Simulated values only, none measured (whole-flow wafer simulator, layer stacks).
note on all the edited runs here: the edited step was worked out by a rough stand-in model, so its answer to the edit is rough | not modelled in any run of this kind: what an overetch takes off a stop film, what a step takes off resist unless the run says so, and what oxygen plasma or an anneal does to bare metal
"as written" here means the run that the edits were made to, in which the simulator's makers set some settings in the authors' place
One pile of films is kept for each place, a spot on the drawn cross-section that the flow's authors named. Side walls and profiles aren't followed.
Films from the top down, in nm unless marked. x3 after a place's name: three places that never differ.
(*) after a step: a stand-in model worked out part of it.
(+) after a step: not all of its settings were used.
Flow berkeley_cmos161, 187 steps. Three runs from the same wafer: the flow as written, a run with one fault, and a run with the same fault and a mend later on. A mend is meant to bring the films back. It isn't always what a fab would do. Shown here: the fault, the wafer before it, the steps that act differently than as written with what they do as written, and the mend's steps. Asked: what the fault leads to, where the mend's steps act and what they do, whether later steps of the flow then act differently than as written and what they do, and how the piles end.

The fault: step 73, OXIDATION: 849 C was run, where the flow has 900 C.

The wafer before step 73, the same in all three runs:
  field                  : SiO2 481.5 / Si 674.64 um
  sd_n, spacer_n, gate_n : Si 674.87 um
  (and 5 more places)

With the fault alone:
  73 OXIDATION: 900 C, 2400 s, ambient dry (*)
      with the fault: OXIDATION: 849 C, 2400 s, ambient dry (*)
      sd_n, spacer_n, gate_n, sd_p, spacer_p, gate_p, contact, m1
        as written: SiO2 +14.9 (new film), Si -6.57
        with the fault: SiO2 +8.82 (new film), Si -3.88
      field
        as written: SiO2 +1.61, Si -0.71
        with the fault: SiO2 +0.62, Si -0.27
  Later steps of the flow that act differently than as written (46 more steps differ only slightly, by at most 2% or 0.5 nm, whichever is larger, and aren't shown):
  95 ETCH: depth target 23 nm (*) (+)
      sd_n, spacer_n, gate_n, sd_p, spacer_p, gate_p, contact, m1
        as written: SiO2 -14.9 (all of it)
        with the fault: SiO2 -8.82 (all of it)
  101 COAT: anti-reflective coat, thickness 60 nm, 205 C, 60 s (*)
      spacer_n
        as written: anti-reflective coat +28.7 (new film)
        with the fault: anti-reflective coat +29.3 (new film)
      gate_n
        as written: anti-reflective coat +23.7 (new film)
        with the fault: anti-reflective coat +24.3 (new film)
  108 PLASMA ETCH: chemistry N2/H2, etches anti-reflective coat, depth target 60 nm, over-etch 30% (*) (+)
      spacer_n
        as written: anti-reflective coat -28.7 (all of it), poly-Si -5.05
        with the fault: anti-reflective coat -29.3 (all of it), poly-Si -4.95
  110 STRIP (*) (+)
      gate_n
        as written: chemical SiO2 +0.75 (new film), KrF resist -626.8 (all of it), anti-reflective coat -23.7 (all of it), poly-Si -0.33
        with the fault: chemical SiO2 +0.75 (new film), KrF resist -624.8 (all of it), anti-reflective coat -24.3 (all of it), poly-Si -0.33
  At the end the piles differ from the flow's only slightly at the places that both follow, by at most 2% or 0.5 nm, whichever is larger.

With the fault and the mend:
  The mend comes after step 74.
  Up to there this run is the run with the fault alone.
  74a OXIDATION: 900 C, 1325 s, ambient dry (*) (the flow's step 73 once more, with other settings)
      sd_n, spacer_n, gate_n, sd_p, spacer_p, gate_p, contact, m1
        SiO2 +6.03, Si -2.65
      field
        SiO2 +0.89, Si -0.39
  No later step of the flow acts differently than as written, at any place that is followed, by more than 2% or 0.5 nm, whichever is larger.
  At the end the piles differ from the flow's only slightly at the places that both follow, by at most 2% or 0.5 nm, whichever is larger.
